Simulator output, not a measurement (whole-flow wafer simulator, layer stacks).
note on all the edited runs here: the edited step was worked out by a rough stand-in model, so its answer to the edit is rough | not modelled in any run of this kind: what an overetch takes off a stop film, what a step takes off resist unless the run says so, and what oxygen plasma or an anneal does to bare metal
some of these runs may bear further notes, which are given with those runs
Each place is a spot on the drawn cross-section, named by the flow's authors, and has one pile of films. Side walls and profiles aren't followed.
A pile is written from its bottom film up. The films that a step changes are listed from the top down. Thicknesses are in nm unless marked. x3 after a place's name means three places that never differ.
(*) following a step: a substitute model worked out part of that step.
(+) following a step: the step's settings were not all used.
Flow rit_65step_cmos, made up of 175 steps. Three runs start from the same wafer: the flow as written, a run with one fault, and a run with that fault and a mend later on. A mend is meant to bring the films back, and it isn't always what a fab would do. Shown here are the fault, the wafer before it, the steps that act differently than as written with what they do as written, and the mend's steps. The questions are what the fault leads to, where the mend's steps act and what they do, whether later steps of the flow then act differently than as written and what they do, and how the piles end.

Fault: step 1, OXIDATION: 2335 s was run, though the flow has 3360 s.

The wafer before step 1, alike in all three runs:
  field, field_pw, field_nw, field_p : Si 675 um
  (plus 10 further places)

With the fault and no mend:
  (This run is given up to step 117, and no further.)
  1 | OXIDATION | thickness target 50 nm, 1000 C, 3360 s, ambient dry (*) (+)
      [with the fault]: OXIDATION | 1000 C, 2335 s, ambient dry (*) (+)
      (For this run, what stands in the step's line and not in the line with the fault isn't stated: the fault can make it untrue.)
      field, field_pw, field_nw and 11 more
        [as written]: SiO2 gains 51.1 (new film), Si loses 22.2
        [with the fault]: SiO2 gains 41.9 (new film), Si loses 18.2
  Steps later in the flow that act otherwise than as written (35 other steps are not shown; they differ only slightly, by no more than 2% or 0.5 nm, whichever is larger):
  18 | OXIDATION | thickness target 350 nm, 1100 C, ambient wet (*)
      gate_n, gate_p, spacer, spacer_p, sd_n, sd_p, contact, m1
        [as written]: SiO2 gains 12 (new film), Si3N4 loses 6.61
        [with the fault]: SiO2 gains 12 (new film), Si3N4 loses 6.61, SiO2 gains 0.02
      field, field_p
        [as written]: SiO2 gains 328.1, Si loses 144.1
        [with the fault]: SiO2 gains 334.9, Si loses 147
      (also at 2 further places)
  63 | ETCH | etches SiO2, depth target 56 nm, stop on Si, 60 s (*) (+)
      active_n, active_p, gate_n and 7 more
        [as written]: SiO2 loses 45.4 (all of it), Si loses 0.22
        [with the fault]: SiO2 loses 36.3 (all of it), Si loses 0.4
  The piles after step 117 are only slightly different from the flow's at the places that both follow, by no more than 2% or 0.5 nm, whichever is larger.

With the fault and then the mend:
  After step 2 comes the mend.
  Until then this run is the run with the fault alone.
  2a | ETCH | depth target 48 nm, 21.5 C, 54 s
      field, field_pw, field_nw and 11 more
        SiO2 loses 41.9 (all of it)
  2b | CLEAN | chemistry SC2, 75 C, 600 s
      field, field_pw, field_nw and 11 more
        chemical SiO2 gains 0.4 (new film), Si loses 0.17
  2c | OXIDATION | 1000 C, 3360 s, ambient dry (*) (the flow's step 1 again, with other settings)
      field, field_pw, field_nw and 11 more
        SiO2 gains 51 (new film), chemical SiO2 loses 0.4 (all of it), Si loses 22.3
  Steps later in the flow that act otherwise than as written (18 other steps are not shown; they differ only slightly, by no more than 2% or 0.5 nm, whichever is larger):
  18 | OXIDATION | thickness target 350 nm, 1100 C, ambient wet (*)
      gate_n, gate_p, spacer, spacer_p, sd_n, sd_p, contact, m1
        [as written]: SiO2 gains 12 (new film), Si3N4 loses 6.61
        [with the mend]: SiO2 gains 12 (new film), Si3N4 loses 6.61, SiO2 gains 0.03
  The piles end only slightly different from the flow's at the places that both follow, by no more than 2% or 0.5 nm, whichever is larger.
